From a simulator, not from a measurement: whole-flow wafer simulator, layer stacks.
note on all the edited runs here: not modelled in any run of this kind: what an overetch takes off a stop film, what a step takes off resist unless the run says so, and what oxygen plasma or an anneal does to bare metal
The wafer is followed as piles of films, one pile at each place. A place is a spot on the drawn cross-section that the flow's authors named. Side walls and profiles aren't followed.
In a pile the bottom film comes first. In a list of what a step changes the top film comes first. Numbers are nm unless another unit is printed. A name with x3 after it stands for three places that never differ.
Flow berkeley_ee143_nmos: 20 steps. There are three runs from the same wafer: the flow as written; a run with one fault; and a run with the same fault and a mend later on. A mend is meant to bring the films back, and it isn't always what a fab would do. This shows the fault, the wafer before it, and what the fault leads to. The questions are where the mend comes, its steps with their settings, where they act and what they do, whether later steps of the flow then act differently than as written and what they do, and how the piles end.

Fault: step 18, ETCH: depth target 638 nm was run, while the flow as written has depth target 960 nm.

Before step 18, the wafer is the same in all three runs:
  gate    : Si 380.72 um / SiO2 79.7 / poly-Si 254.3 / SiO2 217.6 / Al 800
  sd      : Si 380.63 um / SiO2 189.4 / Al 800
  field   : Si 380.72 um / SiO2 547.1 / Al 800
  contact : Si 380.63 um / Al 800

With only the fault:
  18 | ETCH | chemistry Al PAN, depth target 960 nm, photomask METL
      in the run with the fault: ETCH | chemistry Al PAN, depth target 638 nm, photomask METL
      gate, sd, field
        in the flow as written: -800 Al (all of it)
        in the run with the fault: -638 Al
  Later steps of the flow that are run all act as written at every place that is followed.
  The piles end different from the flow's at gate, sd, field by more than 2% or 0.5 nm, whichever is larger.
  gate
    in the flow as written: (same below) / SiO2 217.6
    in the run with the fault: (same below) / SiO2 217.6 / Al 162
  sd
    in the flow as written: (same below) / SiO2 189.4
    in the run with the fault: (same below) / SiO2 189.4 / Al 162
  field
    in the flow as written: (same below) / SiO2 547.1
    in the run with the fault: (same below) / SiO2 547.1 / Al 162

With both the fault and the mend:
  The mend follows step 18.
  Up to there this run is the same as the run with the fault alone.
  18a | ETCH | chemistry Al PAN, depth target 322 nm, photomask METL (a further turn of the flow's step 18, with different settings)
      gate, sd, field
        -162 Al (all of it)
  Later steps of the flow that are run all act as written at every place that is followed.
  By the end, the piles equal the flow's at every place that both follow.
